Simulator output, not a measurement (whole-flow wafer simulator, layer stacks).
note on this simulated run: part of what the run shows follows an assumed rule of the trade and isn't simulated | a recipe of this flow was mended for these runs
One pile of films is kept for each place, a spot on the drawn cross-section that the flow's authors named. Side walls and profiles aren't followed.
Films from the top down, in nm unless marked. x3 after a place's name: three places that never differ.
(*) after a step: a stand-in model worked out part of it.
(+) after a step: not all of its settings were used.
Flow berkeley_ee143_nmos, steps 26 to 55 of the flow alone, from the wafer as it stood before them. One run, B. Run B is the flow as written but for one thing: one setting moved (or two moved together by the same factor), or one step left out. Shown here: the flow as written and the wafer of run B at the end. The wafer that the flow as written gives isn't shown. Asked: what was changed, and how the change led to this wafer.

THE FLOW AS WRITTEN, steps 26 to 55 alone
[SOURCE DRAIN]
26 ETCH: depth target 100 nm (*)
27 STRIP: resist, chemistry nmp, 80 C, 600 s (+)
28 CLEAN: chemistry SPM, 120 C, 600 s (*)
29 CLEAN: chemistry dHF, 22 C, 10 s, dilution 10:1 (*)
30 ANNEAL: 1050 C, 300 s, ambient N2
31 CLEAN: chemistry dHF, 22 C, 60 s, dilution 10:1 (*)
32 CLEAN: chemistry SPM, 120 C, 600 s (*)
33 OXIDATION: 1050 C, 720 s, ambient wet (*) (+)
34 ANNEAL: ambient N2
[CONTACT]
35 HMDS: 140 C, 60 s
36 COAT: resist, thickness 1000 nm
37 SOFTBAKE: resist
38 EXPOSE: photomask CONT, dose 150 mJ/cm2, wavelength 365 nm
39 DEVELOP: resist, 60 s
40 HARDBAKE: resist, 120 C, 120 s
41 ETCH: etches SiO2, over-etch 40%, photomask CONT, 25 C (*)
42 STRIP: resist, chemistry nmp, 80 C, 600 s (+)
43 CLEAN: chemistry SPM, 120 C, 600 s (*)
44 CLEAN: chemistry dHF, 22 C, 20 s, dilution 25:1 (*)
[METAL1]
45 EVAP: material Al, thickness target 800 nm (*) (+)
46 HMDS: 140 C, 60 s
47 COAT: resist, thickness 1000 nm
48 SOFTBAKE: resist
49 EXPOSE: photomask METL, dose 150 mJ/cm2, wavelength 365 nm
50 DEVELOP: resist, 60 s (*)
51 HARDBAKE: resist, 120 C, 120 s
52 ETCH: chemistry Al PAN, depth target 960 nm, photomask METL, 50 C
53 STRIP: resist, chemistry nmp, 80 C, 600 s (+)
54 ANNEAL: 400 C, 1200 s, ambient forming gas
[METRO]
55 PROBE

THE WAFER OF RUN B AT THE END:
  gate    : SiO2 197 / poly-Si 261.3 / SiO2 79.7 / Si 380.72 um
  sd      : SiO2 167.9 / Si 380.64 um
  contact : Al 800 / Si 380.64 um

The cause: step 33, OXIDATION: 1038 C was run, where the flow has 1050 C.

How the change led to this, step by step:
  33 OXIDATION: 1050 C, 720 s, ambient wet (*) (+)
      sd, contact: SiO2 +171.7 (new film), chemical SiO2 -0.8 (all of it), Si -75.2 (as written it would be: SiO2 +189.4 (new film), chemical SiO2 -0.8 (all of it), Si -83)
      gate: SiO2 +200.8 (new film), chemical SiO2 -0.8 (all of it), poly-Si -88 (as written it would be: SiO2 +217.6 (new film), chemical SiO2 -0.8 (all of it), poly-Si -95.4)
      (and at 1 more place)
  41 ETCH: etches SiO2, over-etch 40%, photomask CONT, 25 C (*)
      contact: SiO2 -171.7 (all of it) (as written it would be: SiO2 -189.4 (all of it))
